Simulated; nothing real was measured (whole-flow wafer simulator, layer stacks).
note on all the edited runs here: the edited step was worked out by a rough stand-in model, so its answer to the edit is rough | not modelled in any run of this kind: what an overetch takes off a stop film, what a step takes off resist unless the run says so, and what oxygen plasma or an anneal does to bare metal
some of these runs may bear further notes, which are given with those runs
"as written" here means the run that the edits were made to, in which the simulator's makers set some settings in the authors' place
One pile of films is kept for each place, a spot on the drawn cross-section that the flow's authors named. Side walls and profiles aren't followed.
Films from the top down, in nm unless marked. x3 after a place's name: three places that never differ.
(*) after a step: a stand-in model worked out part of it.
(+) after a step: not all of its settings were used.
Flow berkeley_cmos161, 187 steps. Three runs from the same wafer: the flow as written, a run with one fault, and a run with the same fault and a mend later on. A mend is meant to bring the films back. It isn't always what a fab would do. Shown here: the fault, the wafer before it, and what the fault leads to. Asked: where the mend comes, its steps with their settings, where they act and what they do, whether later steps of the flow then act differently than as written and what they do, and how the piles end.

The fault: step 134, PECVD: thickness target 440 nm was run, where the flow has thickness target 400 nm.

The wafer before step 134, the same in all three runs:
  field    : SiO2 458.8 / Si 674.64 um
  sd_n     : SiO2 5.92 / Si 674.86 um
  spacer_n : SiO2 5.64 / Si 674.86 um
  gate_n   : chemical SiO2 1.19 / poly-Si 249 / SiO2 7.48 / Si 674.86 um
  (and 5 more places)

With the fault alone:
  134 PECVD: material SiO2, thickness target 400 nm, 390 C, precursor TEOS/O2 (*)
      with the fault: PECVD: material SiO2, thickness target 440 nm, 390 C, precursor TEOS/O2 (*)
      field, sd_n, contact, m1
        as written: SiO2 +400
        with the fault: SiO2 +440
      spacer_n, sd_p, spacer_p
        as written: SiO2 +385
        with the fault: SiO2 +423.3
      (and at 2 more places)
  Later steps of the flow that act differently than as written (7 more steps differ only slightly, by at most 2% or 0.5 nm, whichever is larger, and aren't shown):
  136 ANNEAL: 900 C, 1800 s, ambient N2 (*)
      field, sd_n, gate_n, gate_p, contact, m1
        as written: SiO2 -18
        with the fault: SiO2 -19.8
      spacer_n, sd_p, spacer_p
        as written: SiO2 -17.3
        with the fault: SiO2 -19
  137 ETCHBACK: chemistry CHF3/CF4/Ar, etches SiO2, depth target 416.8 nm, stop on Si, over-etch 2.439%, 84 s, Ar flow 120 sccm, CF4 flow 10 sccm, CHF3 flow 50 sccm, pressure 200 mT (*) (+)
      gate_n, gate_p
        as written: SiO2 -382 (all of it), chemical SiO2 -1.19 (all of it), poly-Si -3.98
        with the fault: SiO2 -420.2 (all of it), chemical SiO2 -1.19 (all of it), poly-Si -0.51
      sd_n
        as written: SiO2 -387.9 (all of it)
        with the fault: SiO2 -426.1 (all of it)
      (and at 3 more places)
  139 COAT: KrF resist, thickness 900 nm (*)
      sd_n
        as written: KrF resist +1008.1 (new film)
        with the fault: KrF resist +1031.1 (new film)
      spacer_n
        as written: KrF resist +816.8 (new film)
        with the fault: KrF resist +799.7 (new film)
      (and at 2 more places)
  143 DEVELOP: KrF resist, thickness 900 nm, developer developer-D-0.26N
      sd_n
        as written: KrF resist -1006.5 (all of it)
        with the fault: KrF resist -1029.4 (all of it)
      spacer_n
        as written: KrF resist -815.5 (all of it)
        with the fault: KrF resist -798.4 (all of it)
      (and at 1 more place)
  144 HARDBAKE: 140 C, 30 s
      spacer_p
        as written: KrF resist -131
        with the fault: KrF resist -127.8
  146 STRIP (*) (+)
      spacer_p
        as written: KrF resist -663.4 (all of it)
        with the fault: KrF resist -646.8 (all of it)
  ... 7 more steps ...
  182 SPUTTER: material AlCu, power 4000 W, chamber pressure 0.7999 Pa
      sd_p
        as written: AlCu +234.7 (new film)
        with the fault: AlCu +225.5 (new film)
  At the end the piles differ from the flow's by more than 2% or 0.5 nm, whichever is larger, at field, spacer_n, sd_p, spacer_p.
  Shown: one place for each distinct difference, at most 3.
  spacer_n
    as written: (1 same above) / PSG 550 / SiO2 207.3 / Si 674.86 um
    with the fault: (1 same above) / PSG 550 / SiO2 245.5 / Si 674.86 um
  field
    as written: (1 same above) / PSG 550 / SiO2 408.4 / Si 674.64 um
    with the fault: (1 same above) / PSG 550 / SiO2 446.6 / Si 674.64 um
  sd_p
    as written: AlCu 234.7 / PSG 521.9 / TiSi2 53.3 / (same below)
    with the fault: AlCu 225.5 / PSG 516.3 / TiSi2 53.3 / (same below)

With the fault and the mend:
  The mend comes after step 136.
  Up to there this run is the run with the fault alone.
  137 ETCHBACK: chemistry CHF3/CF4/Ar, etches SiO2, depth target 456.8 nm, stop on Si, over-etch 2.439%, Ar flow 120 sccm, CF4 flow 10 sccm, CHF3 flow 50 sccm, pressure 200 mT (*) (+) (the flow's step 137, which as written has depth target 416.8 nm)
      spacer_n, spacer_p
        SiO2 -200
      gate_n, gate_p
        SiO2 -420.2 (all of it), chemical SiO2 -1.19 (all of it), poly-Si -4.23
      field
        SiO2 -468
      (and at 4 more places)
  No later step of the flow acts differently than as written, at any place that is followed, by more than 2% or 0.5 nm, whichever is larger.
  At the end the piles differ from the flow's only slightly at the places that both follow, by at most 2% or 0.5 nm, whichever is larger.
